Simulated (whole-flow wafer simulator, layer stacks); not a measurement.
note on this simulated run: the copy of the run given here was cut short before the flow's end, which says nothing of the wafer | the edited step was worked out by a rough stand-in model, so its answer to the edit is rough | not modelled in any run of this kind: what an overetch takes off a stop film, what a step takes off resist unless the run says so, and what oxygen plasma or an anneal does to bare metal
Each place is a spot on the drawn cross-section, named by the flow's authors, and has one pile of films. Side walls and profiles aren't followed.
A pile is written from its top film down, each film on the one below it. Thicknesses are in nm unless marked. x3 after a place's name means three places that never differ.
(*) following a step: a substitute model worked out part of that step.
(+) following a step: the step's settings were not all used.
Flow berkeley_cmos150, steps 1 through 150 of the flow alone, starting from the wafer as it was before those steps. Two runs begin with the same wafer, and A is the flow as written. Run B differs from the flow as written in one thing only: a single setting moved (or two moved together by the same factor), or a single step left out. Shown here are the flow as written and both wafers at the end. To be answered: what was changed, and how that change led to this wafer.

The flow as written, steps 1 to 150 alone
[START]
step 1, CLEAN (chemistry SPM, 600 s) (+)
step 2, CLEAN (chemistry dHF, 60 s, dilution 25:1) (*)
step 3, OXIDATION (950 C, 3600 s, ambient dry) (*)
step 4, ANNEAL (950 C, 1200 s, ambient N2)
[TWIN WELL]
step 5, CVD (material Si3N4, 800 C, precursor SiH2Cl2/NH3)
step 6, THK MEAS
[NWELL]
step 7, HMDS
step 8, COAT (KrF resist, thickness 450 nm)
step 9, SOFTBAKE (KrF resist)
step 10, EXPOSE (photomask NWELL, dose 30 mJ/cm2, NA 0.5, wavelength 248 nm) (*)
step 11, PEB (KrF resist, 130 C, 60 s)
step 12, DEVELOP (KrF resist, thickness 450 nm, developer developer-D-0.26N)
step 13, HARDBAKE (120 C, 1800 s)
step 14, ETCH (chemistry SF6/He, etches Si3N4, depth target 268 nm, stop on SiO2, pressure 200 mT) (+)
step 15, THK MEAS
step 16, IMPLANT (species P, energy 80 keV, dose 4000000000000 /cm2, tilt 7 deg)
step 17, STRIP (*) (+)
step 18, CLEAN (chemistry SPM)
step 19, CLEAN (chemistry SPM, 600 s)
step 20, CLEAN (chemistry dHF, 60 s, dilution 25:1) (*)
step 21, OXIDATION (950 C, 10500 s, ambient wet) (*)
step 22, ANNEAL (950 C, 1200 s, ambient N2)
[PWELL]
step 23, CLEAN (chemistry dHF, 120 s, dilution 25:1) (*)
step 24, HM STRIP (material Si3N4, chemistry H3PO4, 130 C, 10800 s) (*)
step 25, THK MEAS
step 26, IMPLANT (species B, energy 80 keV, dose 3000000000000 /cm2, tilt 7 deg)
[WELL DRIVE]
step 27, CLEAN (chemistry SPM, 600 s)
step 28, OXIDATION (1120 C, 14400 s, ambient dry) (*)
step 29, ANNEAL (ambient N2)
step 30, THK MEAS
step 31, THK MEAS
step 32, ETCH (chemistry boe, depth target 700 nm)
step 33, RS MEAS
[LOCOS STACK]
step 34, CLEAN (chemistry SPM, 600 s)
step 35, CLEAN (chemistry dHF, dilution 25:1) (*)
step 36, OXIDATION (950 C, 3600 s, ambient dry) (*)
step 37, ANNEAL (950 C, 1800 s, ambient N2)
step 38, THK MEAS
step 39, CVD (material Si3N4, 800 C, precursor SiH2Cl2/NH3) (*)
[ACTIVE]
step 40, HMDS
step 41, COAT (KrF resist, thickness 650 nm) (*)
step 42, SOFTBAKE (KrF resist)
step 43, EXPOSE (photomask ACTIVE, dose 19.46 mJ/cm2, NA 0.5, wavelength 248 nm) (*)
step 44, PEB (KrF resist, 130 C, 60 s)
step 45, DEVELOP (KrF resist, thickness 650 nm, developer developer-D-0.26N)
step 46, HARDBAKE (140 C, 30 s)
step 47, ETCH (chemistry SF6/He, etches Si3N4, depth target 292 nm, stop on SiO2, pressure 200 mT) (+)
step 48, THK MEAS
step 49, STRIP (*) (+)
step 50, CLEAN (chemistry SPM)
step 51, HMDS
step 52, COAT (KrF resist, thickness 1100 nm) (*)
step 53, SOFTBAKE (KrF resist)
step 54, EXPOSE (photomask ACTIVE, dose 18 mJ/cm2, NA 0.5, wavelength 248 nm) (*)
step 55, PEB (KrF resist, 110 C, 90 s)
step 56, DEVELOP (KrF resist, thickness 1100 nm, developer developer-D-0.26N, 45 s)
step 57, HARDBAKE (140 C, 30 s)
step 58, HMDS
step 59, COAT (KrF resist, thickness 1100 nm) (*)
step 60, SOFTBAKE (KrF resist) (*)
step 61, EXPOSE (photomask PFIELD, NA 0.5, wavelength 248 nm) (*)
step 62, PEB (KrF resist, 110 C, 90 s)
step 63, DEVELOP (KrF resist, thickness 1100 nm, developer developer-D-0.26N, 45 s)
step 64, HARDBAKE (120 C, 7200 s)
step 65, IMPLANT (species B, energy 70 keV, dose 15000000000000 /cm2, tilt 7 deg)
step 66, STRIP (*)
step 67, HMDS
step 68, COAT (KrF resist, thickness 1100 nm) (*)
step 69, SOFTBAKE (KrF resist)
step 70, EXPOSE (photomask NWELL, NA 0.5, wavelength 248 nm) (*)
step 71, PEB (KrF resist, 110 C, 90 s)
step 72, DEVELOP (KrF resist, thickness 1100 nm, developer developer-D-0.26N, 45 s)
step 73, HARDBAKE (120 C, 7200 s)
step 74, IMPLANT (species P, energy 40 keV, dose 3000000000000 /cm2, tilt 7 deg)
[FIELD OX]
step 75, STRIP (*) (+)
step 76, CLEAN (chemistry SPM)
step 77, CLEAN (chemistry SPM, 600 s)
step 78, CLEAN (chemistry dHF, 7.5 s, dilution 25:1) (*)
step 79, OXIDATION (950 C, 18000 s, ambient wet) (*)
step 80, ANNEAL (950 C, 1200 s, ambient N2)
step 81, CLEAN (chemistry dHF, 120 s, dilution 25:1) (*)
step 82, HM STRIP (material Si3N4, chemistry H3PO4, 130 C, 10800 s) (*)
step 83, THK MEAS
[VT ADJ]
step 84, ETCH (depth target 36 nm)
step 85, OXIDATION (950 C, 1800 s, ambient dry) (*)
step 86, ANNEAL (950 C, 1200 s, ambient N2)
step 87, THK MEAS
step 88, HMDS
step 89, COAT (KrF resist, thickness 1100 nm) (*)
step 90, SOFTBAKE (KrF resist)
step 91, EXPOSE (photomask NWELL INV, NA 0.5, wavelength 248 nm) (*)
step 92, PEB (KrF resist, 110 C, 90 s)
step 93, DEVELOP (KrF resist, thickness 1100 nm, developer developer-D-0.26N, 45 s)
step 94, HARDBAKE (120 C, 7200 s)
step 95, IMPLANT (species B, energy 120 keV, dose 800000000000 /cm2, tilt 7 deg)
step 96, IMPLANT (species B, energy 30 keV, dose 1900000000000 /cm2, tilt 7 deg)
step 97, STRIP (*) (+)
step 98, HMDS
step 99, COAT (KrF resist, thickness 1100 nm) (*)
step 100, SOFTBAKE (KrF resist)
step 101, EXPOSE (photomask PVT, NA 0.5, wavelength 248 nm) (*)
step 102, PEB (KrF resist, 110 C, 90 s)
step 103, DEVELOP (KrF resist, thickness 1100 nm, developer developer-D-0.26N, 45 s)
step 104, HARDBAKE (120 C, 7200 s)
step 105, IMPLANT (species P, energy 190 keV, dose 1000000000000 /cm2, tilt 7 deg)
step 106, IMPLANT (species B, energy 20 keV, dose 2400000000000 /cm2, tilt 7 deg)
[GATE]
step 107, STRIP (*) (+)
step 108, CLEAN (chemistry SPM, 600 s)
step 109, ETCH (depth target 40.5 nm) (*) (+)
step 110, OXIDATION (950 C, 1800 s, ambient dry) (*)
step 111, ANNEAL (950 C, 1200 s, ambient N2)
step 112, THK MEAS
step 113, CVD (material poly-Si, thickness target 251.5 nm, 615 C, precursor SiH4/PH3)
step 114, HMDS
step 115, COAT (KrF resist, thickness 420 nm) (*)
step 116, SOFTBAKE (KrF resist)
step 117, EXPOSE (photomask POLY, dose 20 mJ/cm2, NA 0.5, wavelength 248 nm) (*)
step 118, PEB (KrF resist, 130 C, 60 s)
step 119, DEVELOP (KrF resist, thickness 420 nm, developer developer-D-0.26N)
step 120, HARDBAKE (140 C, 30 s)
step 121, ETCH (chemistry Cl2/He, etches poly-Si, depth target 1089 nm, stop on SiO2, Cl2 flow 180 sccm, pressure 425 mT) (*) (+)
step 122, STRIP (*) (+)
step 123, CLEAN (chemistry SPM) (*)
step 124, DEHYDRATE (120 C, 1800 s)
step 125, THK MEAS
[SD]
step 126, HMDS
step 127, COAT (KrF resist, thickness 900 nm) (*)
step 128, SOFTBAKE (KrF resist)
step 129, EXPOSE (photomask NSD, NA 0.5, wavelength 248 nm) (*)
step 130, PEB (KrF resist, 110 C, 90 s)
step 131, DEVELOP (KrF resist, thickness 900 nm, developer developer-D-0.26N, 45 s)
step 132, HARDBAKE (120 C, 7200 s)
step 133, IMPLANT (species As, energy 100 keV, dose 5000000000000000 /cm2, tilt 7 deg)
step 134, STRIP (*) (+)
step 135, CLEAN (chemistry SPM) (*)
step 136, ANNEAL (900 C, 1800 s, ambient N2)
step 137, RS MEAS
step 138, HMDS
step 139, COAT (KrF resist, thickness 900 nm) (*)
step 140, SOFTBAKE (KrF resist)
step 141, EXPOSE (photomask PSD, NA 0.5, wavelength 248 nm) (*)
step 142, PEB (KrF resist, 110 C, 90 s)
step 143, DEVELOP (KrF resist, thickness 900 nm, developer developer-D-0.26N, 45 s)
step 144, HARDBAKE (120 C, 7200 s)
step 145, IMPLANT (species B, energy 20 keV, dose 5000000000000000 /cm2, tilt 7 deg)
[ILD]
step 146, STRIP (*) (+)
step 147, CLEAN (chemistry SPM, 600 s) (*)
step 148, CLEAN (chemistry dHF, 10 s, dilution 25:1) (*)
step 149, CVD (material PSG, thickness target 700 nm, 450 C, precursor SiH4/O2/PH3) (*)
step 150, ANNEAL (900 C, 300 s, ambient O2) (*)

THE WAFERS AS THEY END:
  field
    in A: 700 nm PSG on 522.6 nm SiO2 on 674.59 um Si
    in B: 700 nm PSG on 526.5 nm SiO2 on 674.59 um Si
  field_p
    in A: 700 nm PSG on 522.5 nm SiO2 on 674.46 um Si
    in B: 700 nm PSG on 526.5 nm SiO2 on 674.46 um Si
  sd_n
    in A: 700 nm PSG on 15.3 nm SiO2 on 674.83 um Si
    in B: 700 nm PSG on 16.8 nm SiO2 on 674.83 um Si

What caused this: step 109, ETCH: depth target 36.5 nm was run, though the flow has depth target 40.5 nm.

Step by step, how the change led to this:
  step 109, ETCH (depth target 40.5 nm) (*) (+)
      sd_n: A -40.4 SiO2 (all of it) | B -36.5 SiO2
      field, field_p: A -40.5 SiO2 | B -36.5 SiO2
  step 110, OXIDATION (950 C, 1800 s, ambient dry) (*)
      sd_n: A +20.4 SiO2 (new film), -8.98 Si | B +17.9 SiO2, -7.88 Si
